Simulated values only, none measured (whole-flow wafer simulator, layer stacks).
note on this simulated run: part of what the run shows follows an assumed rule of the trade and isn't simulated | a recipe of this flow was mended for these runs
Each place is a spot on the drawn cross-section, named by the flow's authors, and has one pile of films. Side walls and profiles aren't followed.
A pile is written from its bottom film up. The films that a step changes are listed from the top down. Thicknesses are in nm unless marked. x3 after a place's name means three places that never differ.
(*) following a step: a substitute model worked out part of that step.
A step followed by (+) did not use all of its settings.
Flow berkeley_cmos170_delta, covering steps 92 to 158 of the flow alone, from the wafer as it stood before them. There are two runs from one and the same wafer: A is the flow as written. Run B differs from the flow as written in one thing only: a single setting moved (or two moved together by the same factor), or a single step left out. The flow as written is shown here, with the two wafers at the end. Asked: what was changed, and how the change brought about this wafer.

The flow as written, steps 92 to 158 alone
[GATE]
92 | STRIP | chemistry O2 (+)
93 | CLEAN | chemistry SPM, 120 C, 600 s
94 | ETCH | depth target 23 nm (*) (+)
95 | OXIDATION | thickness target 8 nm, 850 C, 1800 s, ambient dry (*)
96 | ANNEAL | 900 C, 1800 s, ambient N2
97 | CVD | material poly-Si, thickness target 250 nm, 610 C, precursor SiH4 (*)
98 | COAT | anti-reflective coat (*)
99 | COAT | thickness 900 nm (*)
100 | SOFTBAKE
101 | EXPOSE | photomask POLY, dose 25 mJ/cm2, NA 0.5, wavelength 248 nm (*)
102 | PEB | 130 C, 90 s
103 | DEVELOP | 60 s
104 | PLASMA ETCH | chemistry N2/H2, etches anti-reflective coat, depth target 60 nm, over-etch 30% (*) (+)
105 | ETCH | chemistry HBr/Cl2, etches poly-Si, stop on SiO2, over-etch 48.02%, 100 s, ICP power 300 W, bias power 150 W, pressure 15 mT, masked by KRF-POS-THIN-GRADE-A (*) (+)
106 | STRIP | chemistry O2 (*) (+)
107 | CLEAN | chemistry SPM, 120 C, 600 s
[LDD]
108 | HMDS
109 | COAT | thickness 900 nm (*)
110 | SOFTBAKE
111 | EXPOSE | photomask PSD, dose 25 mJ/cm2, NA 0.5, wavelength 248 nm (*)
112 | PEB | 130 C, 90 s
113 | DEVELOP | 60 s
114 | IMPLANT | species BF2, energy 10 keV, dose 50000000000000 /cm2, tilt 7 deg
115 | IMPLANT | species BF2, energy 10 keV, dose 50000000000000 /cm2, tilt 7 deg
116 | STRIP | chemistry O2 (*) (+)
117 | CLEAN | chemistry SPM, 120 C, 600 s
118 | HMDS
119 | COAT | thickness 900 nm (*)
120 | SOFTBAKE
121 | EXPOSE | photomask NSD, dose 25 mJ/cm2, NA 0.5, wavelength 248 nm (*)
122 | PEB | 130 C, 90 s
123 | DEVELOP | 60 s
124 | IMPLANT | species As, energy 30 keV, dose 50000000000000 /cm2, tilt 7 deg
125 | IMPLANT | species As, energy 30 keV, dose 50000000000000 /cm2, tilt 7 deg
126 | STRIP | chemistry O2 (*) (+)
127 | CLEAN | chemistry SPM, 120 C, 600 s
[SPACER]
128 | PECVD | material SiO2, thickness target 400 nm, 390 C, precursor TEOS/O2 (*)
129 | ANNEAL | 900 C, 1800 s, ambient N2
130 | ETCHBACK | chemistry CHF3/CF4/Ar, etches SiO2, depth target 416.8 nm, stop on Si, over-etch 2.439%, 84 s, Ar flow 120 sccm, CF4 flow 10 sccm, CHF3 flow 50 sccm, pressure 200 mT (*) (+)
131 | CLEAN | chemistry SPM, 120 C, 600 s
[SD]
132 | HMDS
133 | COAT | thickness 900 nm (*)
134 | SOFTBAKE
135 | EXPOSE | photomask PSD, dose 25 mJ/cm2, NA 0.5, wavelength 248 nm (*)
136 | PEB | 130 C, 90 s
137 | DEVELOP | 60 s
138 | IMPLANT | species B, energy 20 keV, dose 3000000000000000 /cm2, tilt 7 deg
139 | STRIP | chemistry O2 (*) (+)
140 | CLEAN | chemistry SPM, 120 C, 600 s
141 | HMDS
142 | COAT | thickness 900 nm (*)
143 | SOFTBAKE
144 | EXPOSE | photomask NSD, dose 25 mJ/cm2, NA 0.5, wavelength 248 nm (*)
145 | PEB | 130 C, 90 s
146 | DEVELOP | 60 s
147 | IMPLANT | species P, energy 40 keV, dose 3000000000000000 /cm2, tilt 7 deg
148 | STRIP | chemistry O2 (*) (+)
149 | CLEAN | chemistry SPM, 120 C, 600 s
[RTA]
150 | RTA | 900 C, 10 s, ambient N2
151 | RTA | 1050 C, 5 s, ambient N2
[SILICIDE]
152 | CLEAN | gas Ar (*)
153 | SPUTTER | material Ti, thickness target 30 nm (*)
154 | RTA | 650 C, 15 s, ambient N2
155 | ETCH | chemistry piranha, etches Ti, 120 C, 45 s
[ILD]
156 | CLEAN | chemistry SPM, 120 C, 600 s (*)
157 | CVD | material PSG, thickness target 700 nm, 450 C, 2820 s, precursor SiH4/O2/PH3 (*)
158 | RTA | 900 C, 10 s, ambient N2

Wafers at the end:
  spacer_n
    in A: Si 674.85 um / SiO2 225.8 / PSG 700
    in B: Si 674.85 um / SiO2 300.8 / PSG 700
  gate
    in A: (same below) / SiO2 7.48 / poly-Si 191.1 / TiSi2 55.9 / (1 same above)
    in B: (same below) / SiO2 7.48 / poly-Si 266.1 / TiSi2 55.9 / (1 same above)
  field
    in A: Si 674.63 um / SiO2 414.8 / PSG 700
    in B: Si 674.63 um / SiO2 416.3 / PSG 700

What caused this: step 97, CVD: thickness target 325 nm was run, while the flow as written has thickness target 250 nm.

Step by step, how the change led to this:
  97 | CVD | material poly-Si, thickness target 250 nm, 610 C, precursor SiH4 (*)
      field, sd_n, spacer_n and 6 more: A +250 poly-Si (new film) | B +325 poly-Si (new film)
  98 | COAT | anti-reflective coat (*)
      field: A +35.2 anti-reflective coat (new film) | B +36.2 anti-reflective coat (new film)
      sd_n: A +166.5 anti-reflective coat (new film) | B +171.2 anti-reflective coat (new film)
      (also at 1 further place)
  104 | PLASMA ETCH | chemistry N2/H2, etches anti-reflective coat, depth target 60 nm, over-etch 30% (*) (+)
      field: A -35.2 anti-reflective coat (all of it), -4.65 poly-Si | B -36.2 anti-reflective coat (all of it), -4.78 poly-Si
      sd_n: A -166.5 anti-reflective coat (all of it), -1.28 poly-Si | B -171.2 anti-reflective coat (all of it), -1.32 poly-Si
      (also at 1 further place)
  105 | ETCH | chemistry HBr/Cl2, etches poly-Si, stop on SiO2, over-etch 48.02%, 100 s, ICP power 300 W, bias power 150 W, pressure 15 mT, masked by KRF-POS-THIN-GRADE-A (*) (+)
      field: A -245.4 poly-Si (all of it), -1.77 SiO2 | B -320.2 poly-Si (all of it), -0.33 SiO2
      sd_n: A -248.7 poly-Si (all of it), -1.52 SiO2 | B -323.7 poly-Si (all of it), -0.31 SiO2
      (also at 5 further places)
  109 | COAT | thickness 900 nm (*)
      gate: A +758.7 KrF-resist (new film) | B +697.2 KrF-resist (new film)
      gate_p: A +754.5 KrF-resist (new film) | B +693 KrF-resist (new film)
  113 | DEVELOP | 60 s
      gate_p: A -752.9 KrF-resist (all of it) | B -691.6 KrF-resist (all of it)
  116 | STRIP | chemistry O2 (*) (+)
      gate: A -742.2 KrF-resist (all of it), +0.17 chemical SiO2 | B -680.8 KrF-resist (all of it), +0.17 chemical SiO2
  119 | COAT | thickness 900 nm (*)
      gate: A +758 KrF-resist (new film) | B +696.2 KrF-resist (new film)
      gate_p: A +753.6 KrF-resist (new film) | B +691.9 KrF-resist (new film)
  123 | DEVELOP | 60 s
      gate: A -756.3 KrF-resist (all of it) | B -694.7 KrF-resist (all of it)
  126 | STRIP | chemistry O2 (*) (+)
      gate_p: A -737.1 KrF-resist (all of it), +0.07 chemical SiO2 | B -675.5 KrF-resist (all of it), +0.07 chemical SiO2
  130 | ETCHBACK | chemistry CHF3/CF4/Ar, etches SiO2, depth target 416.8 nm, stop on Si, over-etch 2.439%, 84 s, Ar flow 120 sccm, CF4 flow 10 sccm, CHF3 flow 50 sccm, pressure 200 mT (*) (+)
      spacer_n, spacer_p: A -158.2 SiO2 | B -84.7 SiO2
  133 | COAT | thickness 900 nm (*)
      spacer_n: A +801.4 KrF-resist (new film) | B +747.1 KrF-resist (new film)
      gate: A +780.9 KrF-resist (new film) | B +728.1 KrF-resist (new film)
      (also at 2 further places)
  137 | DEVELOP | 60 s
      spacer_p: A -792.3 KrF-resist (all of it) | B -738.4 KrF-resist (all of it)
      gate_p: A -771.7 KrF-resist (all of it) | B -719.2 KrF-resist (all of it)
  139 | STRIP | chemistry O2 (*) (+)
      spacer_n: A -784.8 KrF-resist (all of it) | B -730.6 KrF-resist (all of it)
      gate: A -764.3 KrF-resist (all of it), +0.17 chemical SiO2, -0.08 poly-Si | B -711.6 KrF-resist (all of it), +0.17 chemical SiO2, -0.08 poly-Si
  142 | COAT | thickness 900 nm (*)
      spacer_n: A +801.5 KrF-resist (new film) | B +747.2 KrF-resist (new film)
      gate: A +780.9 KrF-resist (new film) | B +728 KrF-resist (new film)
      (also at 2 further places)
  146 | DEVELOP | 60 s
      spacer_n: A -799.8 KrF-resist (all of it) | B -745.6 KrF-resist (all of it)
      gate: A -779.2 KrF-resist (all of it) | B -726.5 KrF-resist (all of it)
  148 | STRIP | chemistry O2 (*) (+)
      spacer_p: A -777.5 KrF-resist (all of it) | B -723.5 KrF-resist (all of it)
      gate_p: A -756.6 KrF-resist (all of it), +0.07 chemical SiO2 | B -704.1 KrF-resist (all of it), +0.07 chemical SiO2
